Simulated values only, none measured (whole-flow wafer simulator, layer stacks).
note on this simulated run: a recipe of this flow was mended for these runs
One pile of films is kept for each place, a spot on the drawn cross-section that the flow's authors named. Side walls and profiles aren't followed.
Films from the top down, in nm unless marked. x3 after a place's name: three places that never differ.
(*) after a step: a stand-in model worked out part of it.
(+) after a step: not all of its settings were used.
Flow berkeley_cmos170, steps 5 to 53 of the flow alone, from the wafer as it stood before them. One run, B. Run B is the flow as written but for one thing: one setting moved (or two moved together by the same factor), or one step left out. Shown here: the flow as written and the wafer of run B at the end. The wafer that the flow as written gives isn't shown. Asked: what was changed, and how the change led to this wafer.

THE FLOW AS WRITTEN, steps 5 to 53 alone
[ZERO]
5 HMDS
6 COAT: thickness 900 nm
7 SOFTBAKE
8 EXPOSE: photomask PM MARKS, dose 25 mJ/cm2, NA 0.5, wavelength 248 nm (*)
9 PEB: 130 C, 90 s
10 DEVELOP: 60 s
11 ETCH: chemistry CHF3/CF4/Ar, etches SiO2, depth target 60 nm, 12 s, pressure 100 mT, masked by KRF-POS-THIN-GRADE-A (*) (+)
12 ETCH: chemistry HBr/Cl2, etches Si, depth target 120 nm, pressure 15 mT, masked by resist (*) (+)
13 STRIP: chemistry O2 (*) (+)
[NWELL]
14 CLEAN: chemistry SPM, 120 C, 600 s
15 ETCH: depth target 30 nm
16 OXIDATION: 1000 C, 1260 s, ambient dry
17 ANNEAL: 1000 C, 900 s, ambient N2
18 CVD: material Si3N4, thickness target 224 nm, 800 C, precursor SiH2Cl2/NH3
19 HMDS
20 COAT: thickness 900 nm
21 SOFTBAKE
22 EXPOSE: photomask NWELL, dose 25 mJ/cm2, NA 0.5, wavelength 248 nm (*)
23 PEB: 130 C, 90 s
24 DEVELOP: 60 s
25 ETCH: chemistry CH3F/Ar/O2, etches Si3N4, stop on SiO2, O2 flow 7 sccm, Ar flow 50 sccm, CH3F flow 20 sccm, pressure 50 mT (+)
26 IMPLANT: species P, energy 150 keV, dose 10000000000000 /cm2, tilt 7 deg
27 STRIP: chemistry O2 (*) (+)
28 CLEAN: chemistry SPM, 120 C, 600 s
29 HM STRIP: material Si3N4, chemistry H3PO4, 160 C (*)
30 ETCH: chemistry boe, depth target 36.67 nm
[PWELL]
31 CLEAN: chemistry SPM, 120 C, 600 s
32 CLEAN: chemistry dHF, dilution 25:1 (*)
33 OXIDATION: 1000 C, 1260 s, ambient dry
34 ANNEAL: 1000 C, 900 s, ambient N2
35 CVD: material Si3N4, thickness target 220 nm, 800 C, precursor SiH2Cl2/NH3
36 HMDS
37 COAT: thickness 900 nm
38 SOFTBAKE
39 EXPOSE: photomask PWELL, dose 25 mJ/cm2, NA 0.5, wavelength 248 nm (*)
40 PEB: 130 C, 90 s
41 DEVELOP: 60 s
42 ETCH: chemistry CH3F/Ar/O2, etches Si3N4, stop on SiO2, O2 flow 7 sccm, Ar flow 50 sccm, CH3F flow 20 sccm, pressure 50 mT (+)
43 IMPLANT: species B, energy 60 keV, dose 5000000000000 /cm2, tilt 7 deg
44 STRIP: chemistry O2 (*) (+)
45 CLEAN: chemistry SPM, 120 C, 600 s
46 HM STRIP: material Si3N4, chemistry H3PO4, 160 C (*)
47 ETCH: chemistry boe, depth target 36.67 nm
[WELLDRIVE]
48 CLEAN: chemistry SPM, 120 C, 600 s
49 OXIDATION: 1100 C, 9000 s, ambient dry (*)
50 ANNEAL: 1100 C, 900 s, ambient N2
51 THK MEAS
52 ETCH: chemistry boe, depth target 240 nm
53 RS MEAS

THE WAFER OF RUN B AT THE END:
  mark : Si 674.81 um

The cause: step 12, ETCH: depth target 67 nm was run, where the flow has depth target 120 nm.

How the change led to this, step by step:
  12 ETCH: chemistry HBr/Cl2, etches Si, depth target 120 nm, pressure 15 mT, masked by resist (*) (+)
      field x9, sd_p x3: KrF-resist -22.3 (as written it would be: KrF-resist -40)
      mark: Si -67 (as written it would be: Si -120)
  13 STRIP: chemistry O2 (*) (+)
      field x9, sd_p x3: KrF-resist -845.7 (all of it) (as written it would be: KrF-resist -828.1 (all of it))
